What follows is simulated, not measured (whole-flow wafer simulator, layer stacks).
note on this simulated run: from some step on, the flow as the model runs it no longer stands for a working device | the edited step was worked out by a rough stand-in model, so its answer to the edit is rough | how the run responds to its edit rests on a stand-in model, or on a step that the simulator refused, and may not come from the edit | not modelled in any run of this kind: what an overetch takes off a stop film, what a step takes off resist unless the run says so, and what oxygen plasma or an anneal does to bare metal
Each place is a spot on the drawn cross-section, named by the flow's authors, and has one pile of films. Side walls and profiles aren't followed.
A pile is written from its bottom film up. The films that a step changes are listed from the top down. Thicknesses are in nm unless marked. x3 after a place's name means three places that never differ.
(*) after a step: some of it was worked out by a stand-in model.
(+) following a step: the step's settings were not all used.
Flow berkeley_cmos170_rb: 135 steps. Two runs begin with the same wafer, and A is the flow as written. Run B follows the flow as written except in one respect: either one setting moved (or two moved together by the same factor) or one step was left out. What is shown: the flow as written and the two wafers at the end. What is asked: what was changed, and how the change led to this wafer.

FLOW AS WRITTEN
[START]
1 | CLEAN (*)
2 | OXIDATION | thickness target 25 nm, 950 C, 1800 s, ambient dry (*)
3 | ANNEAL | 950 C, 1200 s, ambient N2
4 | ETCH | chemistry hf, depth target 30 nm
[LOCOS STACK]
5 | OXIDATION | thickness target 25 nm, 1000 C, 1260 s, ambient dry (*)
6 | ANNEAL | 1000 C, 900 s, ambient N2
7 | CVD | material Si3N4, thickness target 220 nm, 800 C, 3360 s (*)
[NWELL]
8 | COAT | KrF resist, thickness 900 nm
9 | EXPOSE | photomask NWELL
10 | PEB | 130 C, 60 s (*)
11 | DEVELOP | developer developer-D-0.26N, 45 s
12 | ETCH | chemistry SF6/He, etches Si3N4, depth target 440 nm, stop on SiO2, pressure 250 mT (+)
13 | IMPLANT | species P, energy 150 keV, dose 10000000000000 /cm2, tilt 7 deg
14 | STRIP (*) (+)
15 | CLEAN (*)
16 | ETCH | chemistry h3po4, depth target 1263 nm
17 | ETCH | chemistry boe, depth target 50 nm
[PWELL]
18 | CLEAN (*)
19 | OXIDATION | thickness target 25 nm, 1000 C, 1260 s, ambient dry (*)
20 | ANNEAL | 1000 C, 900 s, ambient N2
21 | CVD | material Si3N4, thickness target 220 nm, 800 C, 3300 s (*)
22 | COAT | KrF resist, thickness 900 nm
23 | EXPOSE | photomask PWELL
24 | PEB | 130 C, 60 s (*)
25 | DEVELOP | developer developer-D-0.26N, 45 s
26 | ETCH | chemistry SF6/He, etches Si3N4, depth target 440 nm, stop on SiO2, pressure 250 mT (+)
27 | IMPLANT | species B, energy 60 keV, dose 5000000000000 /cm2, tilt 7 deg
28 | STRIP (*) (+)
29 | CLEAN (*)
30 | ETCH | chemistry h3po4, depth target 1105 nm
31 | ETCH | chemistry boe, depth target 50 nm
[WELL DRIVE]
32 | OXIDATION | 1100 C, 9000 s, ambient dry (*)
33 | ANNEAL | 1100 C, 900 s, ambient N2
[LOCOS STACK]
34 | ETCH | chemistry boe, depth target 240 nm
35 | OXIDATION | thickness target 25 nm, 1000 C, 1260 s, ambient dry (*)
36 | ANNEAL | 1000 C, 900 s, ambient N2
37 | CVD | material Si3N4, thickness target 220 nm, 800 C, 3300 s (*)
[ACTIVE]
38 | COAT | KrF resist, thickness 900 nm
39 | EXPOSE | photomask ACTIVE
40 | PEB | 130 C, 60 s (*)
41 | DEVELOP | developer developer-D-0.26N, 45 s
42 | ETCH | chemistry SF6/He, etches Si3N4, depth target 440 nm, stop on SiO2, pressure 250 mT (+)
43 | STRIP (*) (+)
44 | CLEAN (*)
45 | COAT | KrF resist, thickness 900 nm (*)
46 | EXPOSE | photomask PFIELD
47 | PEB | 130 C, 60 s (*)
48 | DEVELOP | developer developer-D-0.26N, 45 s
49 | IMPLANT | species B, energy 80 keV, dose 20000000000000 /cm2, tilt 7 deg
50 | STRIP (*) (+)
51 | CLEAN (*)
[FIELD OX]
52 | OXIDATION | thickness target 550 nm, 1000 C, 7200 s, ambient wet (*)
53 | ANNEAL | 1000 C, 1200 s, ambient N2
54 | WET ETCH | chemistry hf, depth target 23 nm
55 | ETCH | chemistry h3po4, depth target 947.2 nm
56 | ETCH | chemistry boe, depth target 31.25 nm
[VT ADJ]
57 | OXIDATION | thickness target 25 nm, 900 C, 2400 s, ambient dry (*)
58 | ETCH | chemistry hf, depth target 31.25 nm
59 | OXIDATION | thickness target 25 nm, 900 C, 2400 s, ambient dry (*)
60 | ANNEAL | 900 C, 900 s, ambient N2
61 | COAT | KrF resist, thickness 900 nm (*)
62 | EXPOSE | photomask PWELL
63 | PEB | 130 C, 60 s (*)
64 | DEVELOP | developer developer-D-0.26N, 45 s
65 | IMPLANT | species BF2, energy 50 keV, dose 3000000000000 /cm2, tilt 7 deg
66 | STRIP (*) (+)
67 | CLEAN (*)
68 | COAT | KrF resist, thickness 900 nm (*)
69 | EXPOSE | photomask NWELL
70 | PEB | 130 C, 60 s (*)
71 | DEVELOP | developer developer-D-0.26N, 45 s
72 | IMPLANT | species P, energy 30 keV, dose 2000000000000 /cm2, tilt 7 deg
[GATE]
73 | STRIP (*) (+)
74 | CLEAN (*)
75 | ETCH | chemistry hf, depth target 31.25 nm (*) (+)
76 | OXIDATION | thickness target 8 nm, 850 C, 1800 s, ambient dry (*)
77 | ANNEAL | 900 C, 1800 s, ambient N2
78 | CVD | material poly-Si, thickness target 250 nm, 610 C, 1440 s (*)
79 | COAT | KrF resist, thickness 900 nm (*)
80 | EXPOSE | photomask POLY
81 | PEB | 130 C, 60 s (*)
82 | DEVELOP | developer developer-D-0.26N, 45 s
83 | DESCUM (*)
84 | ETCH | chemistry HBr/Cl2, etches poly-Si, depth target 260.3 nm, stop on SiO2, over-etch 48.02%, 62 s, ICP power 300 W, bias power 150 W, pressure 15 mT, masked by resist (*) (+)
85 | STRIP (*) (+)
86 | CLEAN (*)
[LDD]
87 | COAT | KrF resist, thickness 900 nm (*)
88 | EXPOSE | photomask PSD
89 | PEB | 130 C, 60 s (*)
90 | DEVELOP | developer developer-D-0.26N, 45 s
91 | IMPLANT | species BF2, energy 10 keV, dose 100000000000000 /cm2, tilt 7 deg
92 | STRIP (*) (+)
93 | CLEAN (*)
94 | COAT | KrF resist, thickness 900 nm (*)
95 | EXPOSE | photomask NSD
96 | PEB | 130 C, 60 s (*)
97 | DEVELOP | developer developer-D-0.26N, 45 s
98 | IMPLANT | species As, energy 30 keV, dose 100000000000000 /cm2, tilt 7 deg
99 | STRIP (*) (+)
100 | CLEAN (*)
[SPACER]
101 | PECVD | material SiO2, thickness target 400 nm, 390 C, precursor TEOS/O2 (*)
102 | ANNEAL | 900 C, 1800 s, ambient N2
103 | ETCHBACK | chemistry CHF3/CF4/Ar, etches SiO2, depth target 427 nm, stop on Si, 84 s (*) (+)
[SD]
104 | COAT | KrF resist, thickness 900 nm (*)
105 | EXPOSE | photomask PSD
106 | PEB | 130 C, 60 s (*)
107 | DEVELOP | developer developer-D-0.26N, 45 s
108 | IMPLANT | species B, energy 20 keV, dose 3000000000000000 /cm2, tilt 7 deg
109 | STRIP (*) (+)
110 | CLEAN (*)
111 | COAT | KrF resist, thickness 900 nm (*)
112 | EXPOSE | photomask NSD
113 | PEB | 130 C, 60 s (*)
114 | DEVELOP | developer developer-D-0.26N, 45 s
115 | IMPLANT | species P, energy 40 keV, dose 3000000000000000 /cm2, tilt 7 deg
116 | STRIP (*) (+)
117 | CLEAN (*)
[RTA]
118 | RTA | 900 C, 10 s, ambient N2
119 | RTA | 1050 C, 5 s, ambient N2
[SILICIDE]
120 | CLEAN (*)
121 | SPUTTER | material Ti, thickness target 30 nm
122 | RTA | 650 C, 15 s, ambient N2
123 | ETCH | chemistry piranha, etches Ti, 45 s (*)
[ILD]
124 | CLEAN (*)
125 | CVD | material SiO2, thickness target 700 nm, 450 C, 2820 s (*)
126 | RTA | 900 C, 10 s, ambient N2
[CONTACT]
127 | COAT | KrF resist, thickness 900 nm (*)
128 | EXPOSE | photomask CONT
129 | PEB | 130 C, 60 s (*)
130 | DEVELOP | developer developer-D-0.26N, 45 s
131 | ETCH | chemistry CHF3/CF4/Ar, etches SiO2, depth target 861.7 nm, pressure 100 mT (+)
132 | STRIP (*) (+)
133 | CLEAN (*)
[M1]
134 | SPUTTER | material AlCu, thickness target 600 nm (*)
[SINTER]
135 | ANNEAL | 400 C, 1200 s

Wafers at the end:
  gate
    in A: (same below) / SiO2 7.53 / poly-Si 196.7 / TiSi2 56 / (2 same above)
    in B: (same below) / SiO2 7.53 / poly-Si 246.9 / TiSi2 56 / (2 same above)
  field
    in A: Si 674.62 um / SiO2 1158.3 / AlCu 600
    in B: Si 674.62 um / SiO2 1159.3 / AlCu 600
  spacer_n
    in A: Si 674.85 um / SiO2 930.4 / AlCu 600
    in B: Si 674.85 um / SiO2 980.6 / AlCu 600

What caused this: step 78, CVD: 1728 s was run, though the flow has 1440 s.

The path from the change to this, step by step:
  78 | CVD | material poly-Si, thickness target 250 nm, 610 C, 1440 s (*)
      field, sd_n, spacer_n and 6 more: A poly-Si gains 250 (new film) | B poly-Si gains 300.2 (new film)
  84 | ETCH | chemistry HBr/Cl2, etches poly-Si, depth target 260.3 nm, stop on SiO2, over-etch 48.02%, 62 s, ICP power 300 W, bias power 150 W, pressure 15 mT, masked by resist (*) (+)
      field, sd_n, spacer_n, sd_p, spacer_p, contact, m1: A poly-Si loses 250 (all of it), SiO2 loses 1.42 | B poly-Si loses 300.2 (all of it), SiO2 loses 0.43
  87 | COAT | KrF resist, thickness 900 nm (*)
      gate: A KrF resist gains 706 (new film) | B KrF resist gains 667.5 (new film)
      gate_p: A KrF resist gains 706.3 (new film) | B KrF resist gains 668 (new film)
  90 | DEVELOP | developer developer-D-0.26N, 45 s
      gate_p: A KrF resist loses 706.3 (all of it) | B KrF resist loses 668 (all of it)
  92 | STRIP (*) (+)
      gate: A KrF resist loses 691.8 (all of it) | B KrF resist loses 653.3 (all of it)
  94 | COAT | KrF resist, thickness 900 nm (*)
      gate: A KrF resist gains 706 (new film) | B KrF resist gains 667.5 (new film)
      gate_p: A KrF resist gains 706.3 (new film) | B KrF resist gains 668 (new film)
  97 | DEVELOP | developer developer-D-0.26N, 45 s
      gate: A KrF resist loses 706 (all of it) | B KrF resist loses 667.5 (all of it)
  99 | STRIP (*) (+)
      gate_p: A KrF resist loses 692.1 (all of it) | B KrF resist loses 653.8 (all of it)
  103 | ETCHBACK | chemistry CHF3/CF4/Ar, etches SiO2, depth target 427 nm, stop on Si, 84 s (*) (+)
      spacer_n, spacer_p: A SiO2 loses 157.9 | B SiO2 loses 108.7
  104 | COAT | KrF resist, thickness 900 nm (*)
      spacer_n: A KrF resist gains 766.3 (new film) | B KrF resist gains 731.1 (new film)
      gate: A KrF resist gains 742.1 (new film) | B KrF resist gains 707.8 (new film)
      (and at 2 other places as well)
  107 | DEVELOP | developer developer-D-0.26N, 45 s
      spacer_p: A KrF resist loses 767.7 (all of it) | B KrF resist loses 732.4 (all of it)
      gate_p: A KrF resist loses 743.2 (all of it) | B KrF resist loses 708.8 (all of it)
  109 | STRIP (*) (+)
      spacer_n: A KrF resist loses 752.1 (all of it) | B KrF resist loses 716.8 (all of it)
      gate: A KrF resist loses 727.9 (all of it) | B KrF resist loses 693.6 (all of it)
  111 | COAT | KrF resist, thickness 900 nm (*)
      spacer_n: A KrF resist gains 766.3 (new film) | B KrF resist gains 731.1 (new film)
      gate: A KrF resist gains 742.1 (new film) | B KrF resist gains 707.8 (new film)
      (and at 2 other places as well)
  114 | DEVELOP | developer developer-D-0.26N, 45 s
      spacer_n: A KrF resist loses 766.3 (all of it) | B KrF resist loses 731.1 (all of it)
      gate: A KrF resist loses 742.1 (all of it) | B KrF resist loses 707.8 (all of it)
  116 | STRIP (*) (+)
      spacer_p: A KrF resist loses 753.5 (all of it) | B KrF resist loses 718.2 (all of it)
      gate_p: A KrF resist loses 729 (all of it) | B KrF resist loses 694.6 (all of it)
  127 | COAT | KrF resist, thickness 900 nm (*)
      spacer_n: A KrF resist gains 819.8 (new film) | B KrF resist gains 796.7 (new film)
      gate: A KrF resist gains 798.4 (new film) | B KrF resist gains 778.8 (new film)
      (and at 2 other places as well)
  132 | STRIP (*) (+)
      spacer_n: A KrF resist loses 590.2 (all of it) | B KrF resist loses 567.1 (all of it)
      gate: A KrF resist loses 568.8 (all of it) | B KrF resist loses 549.2 (all of it)
      (and at 3 other places as well)
